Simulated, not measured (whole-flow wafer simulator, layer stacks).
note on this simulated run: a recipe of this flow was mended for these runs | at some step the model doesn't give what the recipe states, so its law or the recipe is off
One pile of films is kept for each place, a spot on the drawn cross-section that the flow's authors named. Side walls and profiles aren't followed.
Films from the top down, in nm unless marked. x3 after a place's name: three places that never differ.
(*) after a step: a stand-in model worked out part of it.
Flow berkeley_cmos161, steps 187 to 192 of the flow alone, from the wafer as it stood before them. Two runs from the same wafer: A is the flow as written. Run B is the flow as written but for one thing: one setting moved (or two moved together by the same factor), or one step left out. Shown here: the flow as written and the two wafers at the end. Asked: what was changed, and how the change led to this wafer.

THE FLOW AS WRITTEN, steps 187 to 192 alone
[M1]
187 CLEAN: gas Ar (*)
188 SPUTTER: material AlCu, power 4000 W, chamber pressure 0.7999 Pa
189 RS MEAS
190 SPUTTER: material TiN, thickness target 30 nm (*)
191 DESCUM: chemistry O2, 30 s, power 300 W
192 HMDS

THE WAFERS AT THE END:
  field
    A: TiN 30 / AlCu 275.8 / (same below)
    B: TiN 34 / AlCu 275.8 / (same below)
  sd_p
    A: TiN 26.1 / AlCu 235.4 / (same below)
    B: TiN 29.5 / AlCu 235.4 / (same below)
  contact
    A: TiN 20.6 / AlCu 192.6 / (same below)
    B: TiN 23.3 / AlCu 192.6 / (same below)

The cause: step 190, SPUTTER: thickness target 34 nm was run, where the flow has thickness target 30 nm.
It can be read off the wafer: field has TiN 34, and step 190 as written asks for 30 nm.

How the change led to this, step by step:
  190 SPUTTER: material TiN, thickness target 30 nm (*)
      field, sd_n, spacer_n, gate_n, spacer_p, gate_p, m1: A TiN +30 (new film) | B TiN +34 (new film)
      sd_p: A TiN +26.1 (new film) | B TiN +29.5 (new film)
      (and at 1 more place)
